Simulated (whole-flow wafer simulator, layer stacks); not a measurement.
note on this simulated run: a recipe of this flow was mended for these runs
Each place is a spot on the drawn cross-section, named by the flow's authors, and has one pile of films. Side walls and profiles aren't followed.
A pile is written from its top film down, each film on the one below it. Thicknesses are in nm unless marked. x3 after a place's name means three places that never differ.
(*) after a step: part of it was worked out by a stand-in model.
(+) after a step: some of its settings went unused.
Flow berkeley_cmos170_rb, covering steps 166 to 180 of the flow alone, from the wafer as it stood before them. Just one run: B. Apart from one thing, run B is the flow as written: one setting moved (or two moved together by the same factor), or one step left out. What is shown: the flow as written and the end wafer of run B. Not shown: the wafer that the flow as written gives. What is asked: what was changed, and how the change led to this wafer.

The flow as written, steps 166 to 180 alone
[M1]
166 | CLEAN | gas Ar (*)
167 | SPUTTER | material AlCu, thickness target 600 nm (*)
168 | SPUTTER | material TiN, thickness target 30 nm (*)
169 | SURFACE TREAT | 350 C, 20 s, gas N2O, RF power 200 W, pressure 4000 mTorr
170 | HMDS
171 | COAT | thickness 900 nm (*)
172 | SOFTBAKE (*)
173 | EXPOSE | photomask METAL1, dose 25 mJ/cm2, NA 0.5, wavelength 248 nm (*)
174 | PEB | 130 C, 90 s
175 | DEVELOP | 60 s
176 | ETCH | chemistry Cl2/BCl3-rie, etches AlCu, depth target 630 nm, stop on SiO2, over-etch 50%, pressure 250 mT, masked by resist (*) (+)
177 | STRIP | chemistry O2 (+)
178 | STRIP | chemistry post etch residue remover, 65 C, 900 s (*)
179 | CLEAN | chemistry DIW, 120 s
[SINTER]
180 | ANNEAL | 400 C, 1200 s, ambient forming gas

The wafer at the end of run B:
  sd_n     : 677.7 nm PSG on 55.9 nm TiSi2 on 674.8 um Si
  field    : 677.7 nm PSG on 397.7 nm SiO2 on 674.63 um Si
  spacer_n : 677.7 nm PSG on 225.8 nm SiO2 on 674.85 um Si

What caused this: step 167, SPUTTER: thickness target 780 nm was run, whereas the flow has thickness target 600 nm.

Step by step, how the change led to this:
  167 | SPUTTER | material AlCu, thickness target 600 nm (*)
      field, sd_n, spacer_n, gate, spacer_p, gate_p, m1: AlCu gains 780 (new film) (as written it would have been: AlCu gains 600 (new film))
      sd_p: AlCu gains 723.7 (new film) (as written it would have been: AlCu gains 549.6 (new film))
      (also at 1 further place)
  168 | SPUTTER | material TiN, thickness target 30 nm (*)
      contact: TiN gains 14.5 (new film) (as written it would have been: TiN gains 16.3 (new film))
  171 | COAT | thickness 900 nm (*)
      contact: KrF-resist gains 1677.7 (new film) (as written it would have been: KrF-resist gains 1612.7 (new film))
  176 | ETCH | chemistry Cl2/BCl3-rie, etches AlCu, depth target 630 nm, stop on SiO2, over-etch 50%, pressure 250 mT, masked by resist (*) (+)
      field, sd_n, spacer_n, gate, spacer_p, gate_p: TiN loses 30 (all of it), AlCu loses 780 (all of it), PSG loses 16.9 (as written it would have been: TiN loses 30 (all of it), AlCu loses 600 (all of it), PSG loses 39.4)
      sd_p: TiN loses 25.8 (all of it), AlCu loses 723.7 (all of it), PSG loses 24.4 (as written it would have been: TiN loses 25.8 (all of it), AlCu loses 549.6 (all of it), PSG loses 46.2)
  177 | STRIP | chemistry O2 (+)
      contact: KrF-resist loses 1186 (all of it) (as written it would have been: KrF-resist loses 1121.3 (all of it))
